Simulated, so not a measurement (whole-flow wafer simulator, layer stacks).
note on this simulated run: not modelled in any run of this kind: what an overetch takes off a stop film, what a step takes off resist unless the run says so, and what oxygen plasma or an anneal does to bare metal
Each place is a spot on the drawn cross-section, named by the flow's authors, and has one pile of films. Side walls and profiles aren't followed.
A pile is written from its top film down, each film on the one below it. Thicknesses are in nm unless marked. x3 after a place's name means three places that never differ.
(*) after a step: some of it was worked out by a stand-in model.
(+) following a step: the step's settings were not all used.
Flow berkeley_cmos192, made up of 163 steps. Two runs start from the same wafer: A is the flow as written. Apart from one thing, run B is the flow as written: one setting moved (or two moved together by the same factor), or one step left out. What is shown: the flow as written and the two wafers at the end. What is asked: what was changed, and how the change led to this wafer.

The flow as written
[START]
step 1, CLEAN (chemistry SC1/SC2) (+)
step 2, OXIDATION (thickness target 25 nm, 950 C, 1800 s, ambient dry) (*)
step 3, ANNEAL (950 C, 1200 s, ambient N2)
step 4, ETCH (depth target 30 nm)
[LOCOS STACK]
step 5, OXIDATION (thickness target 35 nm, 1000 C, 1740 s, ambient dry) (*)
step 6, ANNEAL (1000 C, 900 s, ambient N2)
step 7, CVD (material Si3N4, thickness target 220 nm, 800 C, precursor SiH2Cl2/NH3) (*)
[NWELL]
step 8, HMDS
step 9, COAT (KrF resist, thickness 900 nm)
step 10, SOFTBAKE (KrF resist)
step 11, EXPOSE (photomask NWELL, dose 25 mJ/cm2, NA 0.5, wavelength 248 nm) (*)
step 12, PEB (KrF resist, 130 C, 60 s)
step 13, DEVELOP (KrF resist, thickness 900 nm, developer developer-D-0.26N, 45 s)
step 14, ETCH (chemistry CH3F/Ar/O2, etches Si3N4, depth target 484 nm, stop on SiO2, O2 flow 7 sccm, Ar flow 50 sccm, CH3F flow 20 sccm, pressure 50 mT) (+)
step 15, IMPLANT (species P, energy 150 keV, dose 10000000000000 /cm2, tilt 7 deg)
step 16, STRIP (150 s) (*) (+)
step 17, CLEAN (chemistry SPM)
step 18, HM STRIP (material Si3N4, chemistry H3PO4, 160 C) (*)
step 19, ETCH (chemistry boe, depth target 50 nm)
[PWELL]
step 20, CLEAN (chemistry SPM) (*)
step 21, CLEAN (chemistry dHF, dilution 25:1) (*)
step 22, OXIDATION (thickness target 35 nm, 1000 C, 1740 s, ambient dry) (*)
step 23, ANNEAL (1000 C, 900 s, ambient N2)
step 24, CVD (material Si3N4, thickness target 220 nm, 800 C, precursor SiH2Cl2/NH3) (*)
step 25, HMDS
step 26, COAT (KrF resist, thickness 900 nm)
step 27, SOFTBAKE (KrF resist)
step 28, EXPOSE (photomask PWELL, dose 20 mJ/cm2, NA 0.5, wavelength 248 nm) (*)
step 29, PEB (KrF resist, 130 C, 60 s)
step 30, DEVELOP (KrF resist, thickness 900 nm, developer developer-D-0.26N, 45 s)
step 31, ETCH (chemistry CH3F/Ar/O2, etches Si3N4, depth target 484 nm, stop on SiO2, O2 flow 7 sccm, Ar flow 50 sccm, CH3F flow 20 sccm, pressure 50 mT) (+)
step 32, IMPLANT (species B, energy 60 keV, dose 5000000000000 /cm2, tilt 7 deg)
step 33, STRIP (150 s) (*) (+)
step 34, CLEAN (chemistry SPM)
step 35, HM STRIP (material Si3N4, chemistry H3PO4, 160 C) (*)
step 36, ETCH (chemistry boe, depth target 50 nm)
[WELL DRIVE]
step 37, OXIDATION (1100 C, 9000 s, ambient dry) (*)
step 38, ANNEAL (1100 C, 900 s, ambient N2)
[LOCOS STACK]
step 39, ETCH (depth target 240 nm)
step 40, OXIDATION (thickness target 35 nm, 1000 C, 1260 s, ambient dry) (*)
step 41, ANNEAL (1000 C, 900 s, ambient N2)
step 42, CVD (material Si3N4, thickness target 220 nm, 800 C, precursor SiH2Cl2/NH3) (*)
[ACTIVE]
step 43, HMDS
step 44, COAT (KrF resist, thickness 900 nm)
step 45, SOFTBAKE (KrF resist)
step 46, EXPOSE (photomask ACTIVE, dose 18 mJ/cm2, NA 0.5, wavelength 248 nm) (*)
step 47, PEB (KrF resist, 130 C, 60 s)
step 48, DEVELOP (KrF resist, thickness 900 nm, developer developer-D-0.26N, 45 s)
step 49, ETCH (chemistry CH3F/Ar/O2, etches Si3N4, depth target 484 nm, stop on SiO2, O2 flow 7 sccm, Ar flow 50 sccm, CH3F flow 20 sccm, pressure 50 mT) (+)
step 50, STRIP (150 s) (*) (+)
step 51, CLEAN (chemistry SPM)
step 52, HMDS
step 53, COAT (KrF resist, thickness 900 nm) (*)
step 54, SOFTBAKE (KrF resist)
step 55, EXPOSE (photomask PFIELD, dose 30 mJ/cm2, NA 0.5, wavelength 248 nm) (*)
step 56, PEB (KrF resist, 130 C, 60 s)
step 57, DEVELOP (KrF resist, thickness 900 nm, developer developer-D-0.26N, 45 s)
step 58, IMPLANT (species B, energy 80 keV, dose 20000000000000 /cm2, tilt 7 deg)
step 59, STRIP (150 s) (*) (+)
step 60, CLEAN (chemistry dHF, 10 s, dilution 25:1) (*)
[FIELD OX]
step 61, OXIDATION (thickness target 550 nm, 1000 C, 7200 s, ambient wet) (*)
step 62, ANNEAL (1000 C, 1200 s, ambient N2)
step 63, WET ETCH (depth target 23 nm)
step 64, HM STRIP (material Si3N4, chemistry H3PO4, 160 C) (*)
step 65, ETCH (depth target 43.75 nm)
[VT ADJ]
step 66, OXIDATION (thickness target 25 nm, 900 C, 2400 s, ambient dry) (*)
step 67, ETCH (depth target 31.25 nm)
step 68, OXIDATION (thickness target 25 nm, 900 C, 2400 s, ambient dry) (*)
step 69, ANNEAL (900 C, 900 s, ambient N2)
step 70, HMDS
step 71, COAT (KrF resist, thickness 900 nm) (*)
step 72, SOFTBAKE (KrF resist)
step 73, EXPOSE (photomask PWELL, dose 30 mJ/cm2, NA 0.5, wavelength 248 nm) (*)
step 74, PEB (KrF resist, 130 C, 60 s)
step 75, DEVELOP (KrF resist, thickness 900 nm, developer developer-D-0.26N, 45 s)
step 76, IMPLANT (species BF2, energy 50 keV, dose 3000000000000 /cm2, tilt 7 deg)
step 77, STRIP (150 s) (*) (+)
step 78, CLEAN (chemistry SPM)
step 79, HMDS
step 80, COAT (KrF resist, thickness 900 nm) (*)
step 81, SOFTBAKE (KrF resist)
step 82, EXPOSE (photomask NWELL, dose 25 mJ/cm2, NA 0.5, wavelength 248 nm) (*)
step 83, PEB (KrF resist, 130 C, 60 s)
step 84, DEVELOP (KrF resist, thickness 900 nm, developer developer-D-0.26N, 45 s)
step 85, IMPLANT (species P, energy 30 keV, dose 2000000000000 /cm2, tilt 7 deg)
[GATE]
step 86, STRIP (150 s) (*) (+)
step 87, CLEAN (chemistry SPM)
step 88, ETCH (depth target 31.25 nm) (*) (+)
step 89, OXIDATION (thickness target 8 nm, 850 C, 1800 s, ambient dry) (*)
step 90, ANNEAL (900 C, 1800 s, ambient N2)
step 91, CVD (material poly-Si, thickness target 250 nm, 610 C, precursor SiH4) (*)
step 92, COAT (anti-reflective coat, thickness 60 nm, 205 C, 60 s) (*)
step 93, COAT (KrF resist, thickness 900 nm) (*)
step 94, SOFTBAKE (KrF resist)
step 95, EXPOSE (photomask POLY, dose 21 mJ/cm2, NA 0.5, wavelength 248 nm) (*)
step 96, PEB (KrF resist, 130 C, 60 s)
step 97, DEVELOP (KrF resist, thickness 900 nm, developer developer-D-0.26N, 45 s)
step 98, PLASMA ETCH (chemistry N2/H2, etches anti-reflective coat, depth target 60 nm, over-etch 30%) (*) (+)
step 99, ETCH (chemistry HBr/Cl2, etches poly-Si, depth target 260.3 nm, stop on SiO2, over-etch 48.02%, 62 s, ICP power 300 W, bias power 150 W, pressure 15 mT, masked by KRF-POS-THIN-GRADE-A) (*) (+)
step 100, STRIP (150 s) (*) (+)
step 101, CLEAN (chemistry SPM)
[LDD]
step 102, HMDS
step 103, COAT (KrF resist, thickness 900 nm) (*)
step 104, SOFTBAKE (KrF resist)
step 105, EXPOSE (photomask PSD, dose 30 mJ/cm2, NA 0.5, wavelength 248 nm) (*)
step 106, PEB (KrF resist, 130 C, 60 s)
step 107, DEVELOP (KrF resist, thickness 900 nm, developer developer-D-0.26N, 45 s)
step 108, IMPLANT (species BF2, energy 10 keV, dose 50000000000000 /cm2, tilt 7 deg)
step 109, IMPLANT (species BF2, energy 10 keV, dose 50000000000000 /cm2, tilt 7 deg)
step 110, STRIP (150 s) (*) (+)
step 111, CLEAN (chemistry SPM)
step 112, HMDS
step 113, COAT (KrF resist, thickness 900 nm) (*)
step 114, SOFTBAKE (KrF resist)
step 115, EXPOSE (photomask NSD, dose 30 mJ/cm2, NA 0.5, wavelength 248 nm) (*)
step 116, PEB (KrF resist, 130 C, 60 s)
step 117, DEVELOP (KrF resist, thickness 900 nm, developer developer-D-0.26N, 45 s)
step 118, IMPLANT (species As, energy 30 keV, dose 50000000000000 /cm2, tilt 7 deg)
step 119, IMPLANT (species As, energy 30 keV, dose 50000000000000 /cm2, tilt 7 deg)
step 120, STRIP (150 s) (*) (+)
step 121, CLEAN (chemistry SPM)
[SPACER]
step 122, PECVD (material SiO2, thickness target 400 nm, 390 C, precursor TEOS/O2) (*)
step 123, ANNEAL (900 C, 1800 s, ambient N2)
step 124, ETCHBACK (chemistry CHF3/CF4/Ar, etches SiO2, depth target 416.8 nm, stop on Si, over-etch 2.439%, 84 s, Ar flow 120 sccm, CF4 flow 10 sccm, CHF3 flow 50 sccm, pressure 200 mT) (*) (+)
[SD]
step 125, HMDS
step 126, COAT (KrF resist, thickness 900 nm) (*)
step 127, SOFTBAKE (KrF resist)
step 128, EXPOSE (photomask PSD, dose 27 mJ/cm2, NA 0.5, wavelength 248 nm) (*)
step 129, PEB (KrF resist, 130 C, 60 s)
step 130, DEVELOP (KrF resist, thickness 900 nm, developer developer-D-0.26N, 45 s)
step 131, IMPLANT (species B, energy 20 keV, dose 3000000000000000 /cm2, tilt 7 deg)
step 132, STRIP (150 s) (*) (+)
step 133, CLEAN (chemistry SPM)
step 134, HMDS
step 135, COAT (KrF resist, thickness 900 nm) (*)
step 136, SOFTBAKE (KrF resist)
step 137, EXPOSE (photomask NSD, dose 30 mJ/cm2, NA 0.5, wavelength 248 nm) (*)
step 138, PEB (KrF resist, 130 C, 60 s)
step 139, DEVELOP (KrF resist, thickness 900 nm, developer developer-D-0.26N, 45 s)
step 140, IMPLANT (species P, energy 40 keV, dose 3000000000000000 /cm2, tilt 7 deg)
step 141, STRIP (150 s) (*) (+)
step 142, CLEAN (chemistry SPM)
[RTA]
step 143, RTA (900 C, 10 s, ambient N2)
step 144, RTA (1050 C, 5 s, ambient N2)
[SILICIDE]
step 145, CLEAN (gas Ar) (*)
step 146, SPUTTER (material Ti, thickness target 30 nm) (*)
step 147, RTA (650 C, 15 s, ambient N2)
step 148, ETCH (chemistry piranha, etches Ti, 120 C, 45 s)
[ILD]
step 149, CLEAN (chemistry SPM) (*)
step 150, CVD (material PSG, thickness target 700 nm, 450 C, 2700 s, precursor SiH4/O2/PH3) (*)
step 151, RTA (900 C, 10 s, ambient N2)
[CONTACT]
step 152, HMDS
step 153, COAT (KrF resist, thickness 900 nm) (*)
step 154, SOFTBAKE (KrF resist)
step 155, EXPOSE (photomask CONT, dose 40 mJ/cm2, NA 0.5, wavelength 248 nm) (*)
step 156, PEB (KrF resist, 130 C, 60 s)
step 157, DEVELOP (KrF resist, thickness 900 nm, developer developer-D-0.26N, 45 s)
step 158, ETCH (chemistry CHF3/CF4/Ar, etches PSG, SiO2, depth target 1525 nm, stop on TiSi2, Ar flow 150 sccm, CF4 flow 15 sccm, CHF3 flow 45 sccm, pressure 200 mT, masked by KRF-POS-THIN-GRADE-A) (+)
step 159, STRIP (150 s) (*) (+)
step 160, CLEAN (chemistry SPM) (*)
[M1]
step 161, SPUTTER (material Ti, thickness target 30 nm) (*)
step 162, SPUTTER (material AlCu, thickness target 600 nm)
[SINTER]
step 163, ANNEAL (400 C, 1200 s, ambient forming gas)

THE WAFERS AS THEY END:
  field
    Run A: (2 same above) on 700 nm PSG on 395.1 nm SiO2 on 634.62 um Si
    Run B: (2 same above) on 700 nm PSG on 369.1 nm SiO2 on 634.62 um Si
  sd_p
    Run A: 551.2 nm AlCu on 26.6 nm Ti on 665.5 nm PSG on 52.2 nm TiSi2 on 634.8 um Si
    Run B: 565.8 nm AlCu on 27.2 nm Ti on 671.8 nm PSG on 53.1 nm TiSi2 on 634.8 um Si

The reason: step 65, ETCH: depth target 70 nm was run, though the flow has depth target 43.75 nm.

Step by step, how the change led to this:
  step 65, ETCH (depth target 43.75 nm)
      field: A SiO2 loses 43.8 | B SiO2 loses 70
  step 92, COAT (anti-reflective coat, thickness 60 nm, 205 C, 60 s) (*)
      sd_n: A anti-reflective coat gains 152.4 (new film) | B anti-reflective coat gains 134.3 (new film)
      spacer_n: A anti-reflective coat gains 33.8 (new film) | B anti-reflective coat gains 40.4 (new film)
      (and at 6 other places as well)
  step 93, COAT (KrF resist, thickness 900 nm) (*)
      spacer_n: A KrF resist gains 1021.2 (new film) | B KrF resist gains 999.3 (new film)
      gate: A KrF resist gains 1023.8 (new film) | B KrF resist gains 1001.5 (new film)
  step 97, DEVELOP (KrF resist, thickness 900 nm, developer developer-D-0.26N, 45 s)
      spacer_n: A KrF resist loses 1019.5 (all of it) | B KrF resist loses 997.7 (all of it)
  step 98, PLASMA ETCH (chemistry N2/H2, etches anti-reflective coat, depth target 60 nm, over-etch 30%) (*) (+)
      field: A anti-reflective coat loses 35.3 (all of it), poly-Si loses 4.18 | B anti-reflective coat loses 35.5 (all of it), poly-Si loses 3.57
      sd_n: A anti-reflective coat loses 152.4 (all of it), poly-Si loses 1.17 | B anti-reflective coat loses 134.3 (all of it), poly-Si loses 1.03
      (and at 5 other places as well)
  step 100, STRIP (150 s) (*) (+)
      gate: A chemical SiO2 gains 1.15 (new film), KrF resist loses 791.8 (all of it), anti-reflective coat loses 30 (all of it), poly-Si loses 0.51 | B chemical SiO2 gains 1.15 (new film), KrF resist loses 769.5 (all of it), anti-reflective coat loses 37.4 (all of it), poly-Si loses 0.51
      gate_p: A chemical SiO2 gains 1.15 (new film), KrF resist loses 765.1 (all of it), anti-reflective coat loses 31 (all of it), poly-Si loses 0.51 | B chemical SiO2 gains 1.15 (new film), KrF resist loses 749.9 (all of it), anti-reflective coat loses 36.6 (all of it), poly-Si loses 0.51
  step 147, RTA (650 C, 15 s, ambient N2)
      sd_p: A Ti loses 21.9, TiSi first gains 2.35 (new film), TiSi2 C49 gains 52.1 (new film), Si loses 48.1 | B Ti loses 22.2, TiSi first gains 3.28 (new film), TiSi2 C49 gains 51.7 (new film), Si loses 48.3
  step 151, RTA (900 C, 10 s, ambient N2)
      sd_p: A under 1 film: TiSi2 gains 52.2 (new film), TiSi first loses 2.25 (all of it), TiSi2 C49 loses 52.1 (all of it), Si loses 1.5 | B under 1 film: TiSi2 gains 53.1 (new film), TiSi first loses 3.18 (all of it), TiSi2 C49 loses 51.7 (all of it), Si loses 2.11
  step 159, STRIP (150 s) (*) (+)
      sd_p: A KrF resist loses 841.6 (all of it) | B KrF resist loses 824.2 (all of it)
  step 161, SPUTTER (material Ti, thickness target 30 nm) (*)
      sd_p: A Ti gains 26.6 (new film) | B Ti gains 27.2 (new film)
  step 162, SPUTTER (material AlCu, thickness target 600 nm)
      sd_p: A AlCu gains 551.2 (new film) | B AlCu gains 565.8 (new film)
